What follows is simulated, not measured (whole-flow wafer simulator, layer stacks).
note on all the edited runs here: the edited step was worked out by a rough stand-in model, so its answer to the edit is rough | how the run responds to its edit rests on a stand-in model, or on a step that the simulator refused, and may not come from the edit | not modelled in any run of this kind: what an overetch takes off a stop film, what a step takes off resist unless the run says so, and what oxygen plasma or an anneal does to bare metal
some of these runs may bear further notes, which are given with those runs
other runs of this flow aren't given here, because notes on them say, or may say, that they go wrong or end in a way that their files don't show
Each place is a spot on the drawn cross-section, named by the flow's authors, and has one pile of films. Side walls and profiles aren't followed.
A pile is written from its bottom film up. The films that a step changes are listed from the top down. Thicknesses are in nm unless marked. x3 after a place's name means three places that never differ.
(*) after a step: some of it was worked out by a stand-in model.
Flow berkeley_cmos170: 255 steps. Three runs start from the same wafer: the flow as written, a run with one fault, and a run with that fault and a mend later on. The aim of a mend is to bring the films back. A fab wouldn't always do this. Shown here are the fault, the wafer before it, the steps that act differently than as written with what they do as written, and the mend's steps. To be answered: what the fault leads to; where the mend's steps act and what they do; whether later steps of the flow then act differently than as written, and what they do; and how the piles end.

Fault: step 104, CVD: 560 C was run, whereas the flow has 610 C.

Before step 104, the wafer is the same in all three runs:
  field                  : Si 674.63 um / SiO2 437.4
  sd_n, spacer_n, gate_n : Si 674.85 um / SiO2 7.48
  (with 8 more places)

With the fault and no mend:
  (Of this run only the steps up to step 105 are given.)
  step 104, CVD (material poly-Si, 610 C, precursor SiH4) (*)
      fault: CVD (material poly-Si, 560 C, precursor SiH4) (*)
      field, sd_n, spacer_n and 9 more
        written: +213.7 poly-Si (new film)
        fault: +69 poly-Si (new film)
  Every later step of the flow up to step 105 that is run acts as written at every place that is followed.
  After step 105, at field, sd_n, spacer_n and 9 more, the piles differ from the flow's by more than 2% or 0.5 nm, whichever is larger.
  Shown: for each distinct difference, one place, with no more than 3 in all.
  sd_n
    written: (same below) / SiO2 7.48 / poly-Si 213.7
    fault: (same below) / SiO2 7.48 / poly-Si 69
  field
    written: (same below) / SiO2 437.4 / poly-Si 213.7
    fault: (same below) / SiO2 437.4 / poly-Si 69

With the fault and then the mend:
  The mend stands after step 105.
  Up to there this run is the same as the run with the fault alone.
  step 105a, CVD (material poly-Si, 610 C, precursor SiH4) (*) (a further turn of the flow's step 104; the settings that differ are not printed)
      field, sd_n, spacer_n and 9 more
        +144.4 poly-Si
  Every later step of the flow that is run acts as written, at every place that is followed, to within 2% or 0.5 nm, whichever is larger.
  At the end the piles are close to the flow's at the places that both follow, differing by at most 2% or 0.5 nm, whichever is larger.
